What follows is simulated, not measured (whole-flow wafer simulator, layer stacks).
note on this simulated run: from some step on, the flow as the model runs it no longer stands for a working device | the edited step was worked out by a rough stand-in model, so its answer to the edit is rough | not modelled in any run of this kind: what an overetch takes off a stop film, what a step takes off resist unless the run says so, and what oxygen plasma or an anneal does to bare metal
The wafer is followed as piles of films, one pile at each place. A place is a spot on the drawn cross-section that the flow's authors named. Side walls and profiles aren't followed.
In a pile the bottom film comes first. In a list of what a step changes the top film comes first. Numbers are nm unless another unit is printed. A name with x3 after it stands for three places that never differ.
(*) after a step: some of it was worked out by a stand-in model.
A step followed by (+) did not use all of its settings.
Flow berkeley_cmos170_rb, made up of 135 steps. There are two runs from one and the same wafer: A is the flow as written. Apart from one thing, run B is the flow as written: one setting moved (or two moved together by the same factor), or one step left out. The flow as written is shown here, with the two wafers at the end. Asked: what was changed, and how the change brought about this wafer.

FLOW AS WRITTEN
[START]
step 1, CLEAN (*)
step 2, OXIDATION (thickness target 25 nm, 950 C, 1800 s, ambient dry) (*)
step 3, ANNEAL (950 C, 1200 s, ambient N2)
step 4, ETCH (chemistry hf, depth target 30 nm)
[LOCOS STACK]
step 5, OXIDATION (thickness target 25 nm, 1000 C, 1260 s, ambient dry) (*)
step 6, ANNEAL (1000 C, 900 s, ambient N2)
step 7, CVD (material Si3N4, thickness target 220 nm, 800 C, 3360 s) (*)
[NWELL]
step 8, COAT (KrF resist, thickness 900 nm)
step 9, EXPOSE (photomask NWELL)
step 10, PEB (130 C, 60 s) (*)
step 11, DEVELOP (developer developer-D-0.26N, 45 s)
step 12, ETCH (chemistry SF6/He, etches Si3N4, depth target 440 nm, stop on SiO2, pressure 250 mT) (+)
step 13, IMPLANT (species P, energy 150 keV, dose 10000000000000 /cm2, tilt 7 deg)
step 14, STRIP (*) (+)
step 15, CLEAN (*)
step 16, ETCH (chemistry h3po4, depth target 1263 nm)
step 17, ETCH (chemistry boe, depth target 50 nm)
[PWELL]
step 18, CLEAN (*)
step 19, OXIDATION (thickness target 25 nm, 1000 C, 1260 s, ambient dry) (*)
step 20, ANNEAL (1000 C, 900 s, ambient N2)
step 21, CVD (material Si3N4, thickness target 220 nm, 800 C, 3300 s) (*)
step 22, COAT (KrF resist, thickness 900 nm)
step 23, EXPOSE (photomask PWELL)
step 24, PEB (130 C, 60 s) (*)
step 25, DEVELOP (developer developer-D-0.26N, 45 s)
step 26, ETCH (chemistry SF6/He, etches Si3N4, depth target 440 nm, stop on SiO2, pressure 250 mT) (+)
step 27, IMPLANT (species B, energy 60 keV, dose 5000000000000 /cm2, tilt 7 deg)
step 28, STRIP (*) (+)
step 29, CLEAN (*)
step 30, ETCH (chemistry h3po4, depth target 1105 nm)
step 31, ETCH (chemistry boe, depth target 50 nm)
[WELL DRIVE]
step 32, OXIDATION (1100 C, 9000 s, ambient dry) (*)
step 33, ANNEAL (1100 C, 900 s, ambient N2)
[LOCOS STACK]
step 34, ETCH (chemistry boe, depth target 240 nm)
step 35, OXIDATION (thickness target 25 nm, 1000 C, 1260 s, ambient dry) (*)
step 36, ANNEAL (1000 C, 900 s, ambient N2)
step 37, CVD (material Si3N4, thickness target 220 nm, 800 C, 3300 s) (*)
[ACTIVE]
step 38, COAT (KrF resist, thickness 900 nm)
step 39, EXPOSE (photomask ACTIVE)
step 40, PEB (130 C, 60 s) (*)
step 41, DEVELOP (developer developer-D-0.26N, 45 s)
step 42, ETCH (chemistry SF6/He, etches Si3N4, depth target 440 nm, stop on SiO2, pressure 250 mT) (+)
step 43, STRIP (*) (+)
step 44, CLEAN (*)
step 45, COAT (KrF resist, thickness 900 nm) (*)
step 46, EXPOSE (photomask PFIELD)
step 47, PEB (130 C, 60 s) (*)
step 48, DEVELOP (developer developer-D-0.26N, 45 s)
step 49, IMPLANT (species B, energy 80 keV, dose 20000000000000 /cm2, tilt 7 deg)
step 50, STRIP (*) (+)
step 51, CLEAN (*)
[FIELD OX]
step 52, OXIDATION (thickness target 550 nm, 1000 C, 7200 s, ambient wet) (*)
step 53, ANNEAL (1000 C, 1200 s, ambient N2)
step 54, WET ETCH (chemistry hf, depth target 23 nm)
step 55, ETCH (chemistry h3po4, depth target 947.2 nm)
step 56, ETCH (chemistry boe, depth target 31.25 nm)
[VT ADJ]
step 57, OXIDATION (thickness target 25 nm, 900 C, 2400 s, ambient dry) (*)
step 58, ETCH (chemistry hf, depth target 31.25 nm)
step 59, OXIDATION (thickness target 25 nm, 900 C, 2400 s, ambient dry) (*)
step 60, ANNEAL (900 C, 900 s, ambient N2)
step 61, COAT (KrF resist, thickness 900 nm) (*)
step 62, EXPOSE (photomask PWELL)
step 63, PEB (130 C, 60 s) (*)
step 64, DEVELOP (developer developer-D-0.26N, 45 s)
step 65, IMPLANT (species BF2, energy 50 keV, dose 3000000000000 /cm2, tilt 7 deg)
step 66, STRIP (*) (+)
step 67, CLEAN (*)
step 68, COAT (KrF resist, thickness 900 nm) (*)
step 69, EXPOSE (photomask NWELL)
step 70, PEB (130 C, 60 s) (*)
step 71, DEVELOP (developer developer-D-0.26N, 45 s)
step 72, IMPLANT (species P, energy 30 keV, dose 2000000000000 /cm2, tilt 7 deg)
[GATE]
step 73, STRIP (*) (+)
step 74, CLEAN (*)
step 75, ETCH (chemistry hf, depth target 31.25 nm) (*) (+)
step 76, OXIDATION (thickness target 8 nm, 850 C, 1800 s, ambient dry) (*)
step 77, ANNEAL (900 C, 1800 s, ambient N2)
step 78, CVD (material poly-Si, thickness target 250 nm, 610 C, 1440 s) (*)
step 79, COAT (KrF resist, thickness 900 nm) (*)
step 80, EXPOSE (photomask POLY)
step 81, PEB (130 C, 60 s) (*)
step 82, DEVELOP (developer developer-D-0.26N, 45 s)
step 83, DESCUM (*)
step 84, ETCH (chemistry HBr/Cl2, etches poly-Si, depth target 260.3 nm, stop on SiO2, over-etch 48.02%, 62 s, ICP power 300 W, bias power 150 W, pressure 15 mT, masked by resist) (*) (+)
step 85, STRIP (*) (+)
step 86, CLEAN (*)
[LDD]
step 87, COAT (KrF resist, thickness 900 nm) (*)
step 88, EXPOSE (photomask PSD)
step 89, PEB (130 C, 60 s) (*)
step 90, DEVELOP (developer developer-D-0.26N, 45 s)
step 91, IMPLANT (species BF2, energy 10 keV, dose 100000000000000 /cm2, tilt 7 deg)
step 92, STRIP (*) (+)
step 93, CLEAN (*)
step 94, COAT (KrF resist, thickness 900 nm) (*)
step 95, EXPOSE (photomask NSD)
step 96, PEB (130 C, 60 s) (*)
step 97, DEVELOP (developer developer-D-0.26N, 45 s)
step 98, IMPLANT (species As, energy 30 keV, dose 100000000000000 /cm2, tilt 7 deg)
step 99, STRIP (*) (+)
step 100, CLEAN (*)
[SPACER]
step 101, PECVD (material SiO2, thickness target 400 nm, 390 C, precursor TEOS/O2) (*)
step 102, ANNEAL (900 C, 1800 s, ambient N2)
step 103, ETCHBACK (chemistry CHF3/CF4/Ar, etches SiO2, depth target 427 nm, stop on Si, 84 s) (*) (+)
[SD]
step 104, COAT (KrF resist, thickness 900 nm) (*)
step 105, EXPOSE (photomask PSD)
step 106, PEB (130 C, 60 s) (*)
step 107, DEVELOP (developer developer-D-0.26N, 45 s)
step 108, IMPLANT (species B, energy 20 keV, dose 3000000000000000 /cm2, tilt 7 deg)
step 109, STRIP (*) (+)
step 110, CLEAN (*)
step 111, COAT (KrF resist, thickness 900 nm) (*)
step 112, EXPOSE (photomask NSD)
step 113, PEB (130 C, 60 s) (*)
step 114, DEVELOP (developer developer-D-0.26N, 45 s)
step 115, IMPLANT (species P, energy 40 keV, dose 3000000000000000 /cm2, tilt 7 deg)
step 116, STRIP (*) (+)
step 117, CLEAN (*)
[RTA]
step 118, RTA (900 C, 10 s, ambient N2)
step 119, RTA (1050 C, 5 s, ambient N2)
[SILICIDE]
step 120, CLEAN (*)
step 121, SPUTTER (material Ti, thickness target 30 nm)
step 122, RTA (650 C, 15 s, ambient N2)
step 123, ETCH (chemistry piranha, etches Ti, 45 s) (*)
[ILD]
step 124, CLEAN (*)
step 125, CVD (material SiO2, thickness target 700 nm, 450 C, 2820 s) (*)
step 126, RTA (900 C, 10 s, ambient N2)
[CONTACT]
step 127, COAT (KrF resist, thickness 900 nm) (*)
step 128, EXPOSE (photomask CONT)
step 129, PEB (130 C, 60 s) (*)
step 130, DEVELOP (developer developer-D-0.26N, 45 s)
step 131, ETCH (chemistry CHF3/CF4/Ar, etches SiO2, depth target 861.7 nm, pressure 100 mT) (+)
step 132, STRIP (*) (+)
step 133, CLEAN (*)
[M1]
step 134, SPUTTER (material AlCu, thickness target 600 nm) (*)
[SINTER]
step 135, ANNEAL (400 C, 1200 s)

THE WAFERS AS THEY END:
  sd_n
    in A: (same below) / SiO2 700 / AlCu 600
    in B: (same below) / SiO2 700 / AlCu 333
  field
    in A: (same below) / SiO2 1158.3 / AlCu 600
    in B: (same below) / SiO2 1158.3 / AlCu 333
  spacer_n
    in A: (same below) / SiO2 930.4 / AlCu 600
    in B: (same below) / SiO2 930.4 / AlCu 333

Cause: step 134, SPUTTER: thickness target 333 nm was run, while the flow as written has thickness target 600 nm.
One can read it off the wafer: sd_n has AlCu 333, and step 134 as written asks for 600 nm.

The path from the change to this, step by step:
  step 134, SPUTTER (material AlCu, thickness target 600 nm) (*)
      field, sd_n, spacer_n, gate, spacer_p, gate_p, m1: A AlCu gains 600 (new film) | B AlCu gains 333 (new film)
      sd_p: A AlCu gains 545.9 (new film) | B AlCu gains 297.2 (new film)
      (also at 1 further place)
